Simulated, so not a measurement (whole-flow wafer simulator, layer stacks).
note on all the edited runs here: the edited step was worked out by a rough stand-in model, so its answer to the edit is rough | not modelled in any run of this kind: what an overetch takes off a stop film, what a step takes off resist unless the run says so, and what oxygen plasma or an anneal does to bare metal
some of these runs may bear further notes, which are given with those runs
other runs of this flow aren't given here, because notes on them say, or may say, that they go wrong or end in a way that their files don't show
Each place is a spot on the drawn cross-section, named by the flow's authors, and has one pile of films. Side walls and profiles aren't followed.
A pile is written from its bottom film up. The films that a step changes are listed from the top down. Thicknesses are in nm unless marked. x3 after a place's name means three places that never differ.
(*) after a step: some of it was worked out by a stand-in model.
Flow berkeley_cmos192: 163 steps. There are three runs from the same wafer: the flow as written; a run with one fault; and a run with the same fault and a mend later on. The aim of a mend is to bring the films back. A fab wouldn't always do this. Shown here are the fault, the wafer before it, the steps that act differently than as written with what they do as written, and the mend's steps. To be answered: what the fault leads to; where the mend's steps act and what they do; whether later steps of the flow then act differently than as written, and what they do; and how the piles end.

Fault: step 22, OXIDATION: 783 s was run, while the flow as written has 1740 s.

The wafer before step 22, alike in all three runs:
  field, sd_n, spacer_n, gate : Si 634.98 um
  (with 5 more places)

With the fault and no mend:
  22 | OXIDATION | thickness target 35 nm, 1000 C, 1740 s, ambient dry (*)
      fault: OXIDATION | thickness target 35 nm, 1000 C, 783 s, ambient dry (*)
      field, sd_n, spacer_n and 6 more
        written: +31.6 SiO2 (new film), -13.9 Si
        fault: +20.6 SiO2 (new film), -9.08 Si
  Steps further on in the flow that do not act as written:
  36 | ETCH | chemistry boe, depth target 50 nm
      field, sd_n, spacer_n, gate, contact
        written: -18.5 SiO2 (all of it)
        fault: -7.54 SiO2 (all of it)
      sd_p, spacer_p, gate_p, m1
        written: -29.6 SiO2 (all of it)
        fault: -18.6 SiO2 (all of it)
  When the end is reached, the piles differ only a little from the flow's at the places that both follow, at most by 2% or 0.5 nm, whichever is larger.

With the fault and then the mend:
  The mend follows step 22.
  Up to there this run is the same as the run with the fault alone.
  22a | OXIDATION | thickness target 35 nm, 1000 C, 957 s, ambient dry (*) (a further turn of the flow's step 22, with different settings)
      field, sd_n, spacer_n and 6 more
        +11 SiO2, -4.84 Si
  Later steps of the flow that are run all act as written at every place that is followed.
  At every place that both follow, the piles at the end match the flow's.
